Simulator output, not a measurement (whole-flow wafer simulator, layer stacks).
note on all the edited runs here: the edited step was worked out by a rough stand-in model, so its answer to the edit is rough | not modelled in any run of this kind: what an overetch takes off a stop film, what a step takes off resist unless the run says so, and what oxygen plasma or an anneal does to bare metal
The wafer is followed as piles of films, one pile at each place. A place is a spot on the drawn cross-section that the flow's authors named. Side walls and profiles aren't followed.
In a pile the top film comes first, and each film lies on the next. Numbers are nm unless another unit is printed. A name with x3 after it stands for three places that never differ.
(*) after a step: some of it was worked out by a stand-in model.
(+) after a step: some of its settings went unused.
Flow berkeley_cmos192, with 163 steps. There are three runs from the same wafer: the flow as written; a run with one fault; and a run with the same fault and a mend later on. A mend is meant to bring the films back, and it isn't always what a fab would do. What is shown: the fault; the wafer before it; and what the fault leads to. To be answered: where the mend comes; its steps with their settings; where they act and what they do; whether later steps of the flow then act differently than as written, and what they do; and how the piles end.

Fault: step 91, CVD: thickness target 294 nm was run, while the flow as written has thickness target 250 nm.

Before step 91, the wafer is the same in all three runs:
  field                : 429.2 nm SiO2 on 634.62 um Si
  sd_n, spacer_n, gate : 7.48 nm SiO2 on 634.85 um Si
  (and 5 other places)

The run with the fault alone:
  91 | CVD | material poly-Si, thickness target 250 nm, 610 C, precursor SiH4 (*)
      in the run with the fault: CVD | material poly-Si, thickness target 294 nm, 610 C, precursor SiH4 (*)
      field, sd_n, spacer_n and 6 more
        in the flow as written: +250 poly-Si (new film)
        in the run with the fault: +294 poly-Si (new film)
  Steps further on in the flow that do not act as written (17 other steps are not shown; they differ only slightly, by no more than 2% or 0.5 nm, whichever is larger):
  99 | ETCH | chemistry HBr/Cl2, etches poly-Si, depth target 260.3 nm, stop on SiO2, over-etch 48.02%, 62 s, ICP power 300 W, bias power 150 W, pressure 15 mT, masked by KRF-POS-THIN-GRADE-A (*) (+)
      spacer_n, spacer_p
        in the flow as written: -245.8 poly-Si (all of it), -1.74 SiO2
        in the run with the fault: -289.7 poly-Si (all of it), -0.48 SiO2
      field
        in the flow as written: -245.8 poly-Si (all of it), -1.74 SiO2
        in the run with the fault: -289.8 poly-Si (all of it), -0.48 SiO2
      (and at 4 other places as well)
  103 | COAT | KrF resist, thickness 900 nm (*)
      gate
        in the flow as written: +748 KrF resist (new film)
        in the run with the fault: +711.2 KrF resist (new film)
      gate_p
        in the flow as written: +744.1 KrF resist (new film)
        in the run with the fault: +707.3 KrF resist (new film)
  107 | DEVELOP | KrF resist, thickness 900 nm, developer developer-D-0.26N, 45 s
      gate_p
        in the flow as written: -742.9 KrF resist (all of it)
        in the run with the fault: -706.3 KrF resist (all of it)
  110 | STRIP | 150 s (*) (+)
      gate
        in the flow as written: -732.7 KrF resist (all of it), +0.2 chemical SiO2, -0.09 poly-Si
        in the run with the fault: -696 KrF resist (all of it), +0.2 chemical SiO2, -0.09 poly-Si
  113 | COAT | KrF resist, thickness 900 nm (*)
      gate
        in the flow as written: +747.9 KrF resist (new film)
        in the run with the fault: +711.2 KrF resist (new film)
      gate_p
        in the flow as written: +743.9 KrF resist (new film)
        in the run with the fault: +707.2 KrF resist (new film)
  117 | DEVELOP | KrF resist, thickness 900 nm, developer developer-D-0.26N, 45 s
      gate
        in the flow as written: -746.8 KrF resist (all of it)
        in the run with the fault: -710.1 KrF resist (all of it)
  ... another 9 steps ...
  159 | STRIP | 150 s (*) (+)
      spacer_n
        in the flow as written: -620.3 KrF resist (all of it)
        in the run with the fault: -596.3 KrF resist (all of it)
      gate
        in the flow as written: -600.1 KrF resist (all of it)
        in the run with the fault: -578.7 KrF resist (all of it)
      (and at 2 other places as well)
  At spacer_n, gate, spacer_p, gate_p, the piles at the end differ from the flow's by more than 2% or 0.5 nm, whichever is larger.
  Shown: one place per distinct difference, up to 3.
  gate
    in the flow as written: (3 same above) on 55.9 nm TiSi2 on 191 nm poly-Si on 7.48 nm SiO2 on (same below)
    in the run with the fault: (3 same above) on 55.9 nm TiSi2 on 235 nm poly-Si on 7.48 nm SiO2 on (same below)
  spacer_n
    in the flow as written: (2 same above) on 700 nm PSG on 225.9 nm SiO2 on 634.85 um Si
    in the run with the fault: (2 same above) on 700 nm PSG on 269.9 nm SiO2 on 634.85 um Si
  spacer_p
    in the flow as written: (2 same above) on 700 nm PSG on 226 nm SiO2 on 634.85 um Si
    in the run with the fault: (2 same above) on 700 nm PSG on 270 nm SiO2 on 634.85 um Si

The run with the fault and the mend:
  After step 91 comes the mend.
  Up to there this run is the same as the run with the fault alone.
  91a | ETCH | chemistry tmah, depth target 338.1 nm
      field, sd_n, spacer_n and 6 more
        -294 poly-Si (all of it)
  91b | CLEAN | chemistry SPM (the flow's step 87 again)
      alters no film at any place that is followed
  91c | CVD | material poly-Si, thickness target 250 nm, 610 C, precursor SiH4 (*) (the flow's step 91 again)
      field, sd_n, spacer_n and 6 more
        +250 poly-Si (new film)
  Every later step of the flow that is run acts as written at every place that is followed.
  The piles end the same as the flow's at every place that both follow.
